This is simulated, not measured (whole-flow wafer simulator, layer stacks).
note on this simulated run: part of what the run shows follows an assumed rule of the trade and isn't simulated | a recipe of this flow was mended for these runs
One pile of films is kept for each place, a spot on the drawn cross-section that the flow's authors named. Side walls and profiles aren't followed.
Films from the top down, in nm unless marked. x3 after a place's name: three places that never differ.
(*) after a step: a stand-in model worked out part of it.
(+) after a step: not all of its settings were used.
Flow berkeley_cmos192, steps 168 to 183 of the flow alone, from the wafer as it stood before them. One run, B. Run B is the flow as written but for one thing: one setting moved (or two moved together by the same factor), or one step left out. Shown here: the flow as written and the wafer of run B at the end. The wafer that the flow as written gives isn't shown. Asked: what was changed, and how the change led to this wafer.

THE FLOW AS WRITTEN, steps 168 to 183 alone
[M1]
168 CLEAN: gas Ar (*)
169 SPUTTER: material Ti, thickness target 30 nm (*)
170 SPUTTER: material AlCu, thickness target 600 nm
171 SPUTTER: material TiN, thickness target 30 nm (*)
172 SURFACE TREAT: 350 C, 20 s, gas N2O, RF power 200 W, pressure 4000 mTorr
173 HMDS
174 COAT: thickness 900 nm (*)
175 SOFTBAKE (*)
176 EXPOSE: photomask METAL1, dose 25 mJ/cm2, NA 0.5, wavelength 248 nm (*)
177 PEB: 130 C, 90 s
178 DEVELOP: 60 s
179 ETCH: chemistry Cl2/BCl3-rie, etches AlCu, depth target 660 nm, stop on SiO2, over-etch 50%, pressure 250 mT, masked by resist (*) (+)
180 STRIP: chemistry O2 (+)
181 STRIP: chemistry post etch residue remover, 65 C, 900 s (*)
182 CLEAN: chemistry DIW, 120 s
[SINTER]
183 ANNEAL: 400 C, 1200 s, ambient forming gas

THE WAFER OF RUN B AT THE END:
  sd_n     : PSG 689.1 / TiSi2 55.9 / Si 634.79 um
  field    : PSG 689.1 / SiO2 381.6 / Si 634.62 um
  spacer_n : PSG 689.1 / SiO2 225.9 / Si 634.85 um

The cause: step 179, ETCH: depth target 469 nm was run, where the flow has depth target 660 nm.

How the change led to this, step by step:
  179 ETCH: chemistry Cl2/BCl3-rie, etches AlCu, depth target 660 nm, stop on SiO2, over-etch 50%, pressure 250 mT, masked by resist (*) (+)
      field, sd_n, spacer_n, gate, spacer_p, gate_p: TiN -30 (all of it), AlCu -600 (all of it), Ti -30 (all of it), PSG -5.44 (as written it would be: TiN -30 (all of it), AlCu -600 (all of it), Ti -30 (all of it), PSG -41.2)
      contact, m1: KrF-resist -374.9 (as written it would be: KrF-resist -495)
      (and at 1 more place)
  180 STRIP: chemistry O2 (+)
      contact: KrF-resist -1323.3 (all of it) (as written it would be: KrF-resist -1203.2 (all of it))
      m1: KrF-resist -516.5 (all of it) (as written it would be: KrF-resist -396.5 (all of it))
